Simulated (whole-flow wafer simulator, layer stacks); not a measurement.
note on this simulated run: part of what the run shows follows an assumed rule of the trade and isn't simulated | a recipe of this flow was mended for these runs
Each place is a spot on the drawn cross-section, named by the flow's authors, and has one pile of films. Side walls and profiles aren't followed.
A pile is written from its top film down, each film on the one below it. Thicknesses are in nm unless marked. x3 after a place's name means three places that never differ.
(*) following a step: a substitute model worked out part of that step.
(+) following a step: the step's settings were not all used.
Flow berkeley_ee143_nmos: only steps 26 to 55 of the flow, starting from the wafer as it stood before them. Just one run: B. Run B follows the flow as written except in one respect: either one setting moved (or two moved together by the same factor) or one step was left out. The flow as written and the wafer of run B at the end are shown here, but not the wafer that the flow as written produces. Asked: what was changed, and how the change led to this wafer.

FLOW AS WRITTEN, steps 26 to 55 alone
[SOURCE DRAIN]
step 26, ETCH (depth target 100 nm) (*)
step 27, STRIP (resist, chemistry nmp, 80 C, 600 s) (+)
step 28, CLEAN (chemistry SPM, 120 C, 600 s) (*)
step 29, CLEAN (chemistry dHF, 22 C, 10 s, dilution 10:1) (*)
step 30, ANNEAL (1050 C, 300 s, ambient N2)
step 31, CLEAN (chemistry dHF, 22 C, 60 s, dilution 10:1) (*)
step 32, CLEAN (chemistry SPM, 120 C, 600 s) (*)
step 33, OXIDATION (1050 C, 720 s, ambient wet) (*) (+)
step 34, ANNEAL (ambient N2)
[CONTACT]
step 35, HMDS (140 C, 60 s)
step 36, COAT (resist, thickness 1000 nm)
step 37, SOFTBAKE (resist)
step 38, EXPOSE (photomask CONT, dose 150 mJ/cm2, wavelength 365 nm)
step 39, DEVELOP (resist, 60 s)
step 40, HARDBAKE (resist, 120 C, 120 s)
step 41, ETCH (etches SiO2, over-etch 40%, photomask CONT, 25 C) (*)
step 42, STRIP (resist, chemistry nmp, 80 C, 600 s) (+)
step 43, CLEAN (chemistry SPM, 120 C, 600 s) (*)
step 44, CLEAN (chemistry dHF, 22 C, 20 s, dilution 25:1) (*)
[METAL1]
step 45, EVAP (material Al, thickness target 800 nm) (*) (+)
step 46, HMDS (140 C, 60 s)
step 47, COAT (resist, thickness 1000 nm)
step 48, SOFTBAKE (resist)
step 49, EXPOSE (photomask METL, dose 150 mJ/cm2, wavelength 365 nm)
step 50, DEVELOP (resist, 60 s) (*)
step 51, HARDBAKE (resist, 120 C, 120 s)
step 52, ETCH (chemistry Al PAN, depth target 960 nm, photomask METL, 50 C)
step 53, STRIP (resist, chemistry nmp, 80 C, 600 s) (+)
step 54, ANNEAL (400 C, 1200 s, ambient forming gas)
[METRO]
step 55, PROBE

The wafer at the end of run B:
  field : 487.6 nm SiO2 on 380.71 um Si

The reason: step 31, CLEAN: 96 s was run, though the flow has 60 s.

How this came from the change, step by step:
  step 31, CLEAN (chemistry dHF, 22 C, 60 s, dilution 10:1) (*)
      field: SiO2 loses 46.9 (as written it would have been: SiO2 loses 29.3)
  step 33, OXIDATION (1050 C, 720 s, ambient wet) (*) (+)
      field: SiO2 gains 75.9, Si loses 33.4 (as written it would have been: SiO2 gains 73.9, Si loses 32.5)
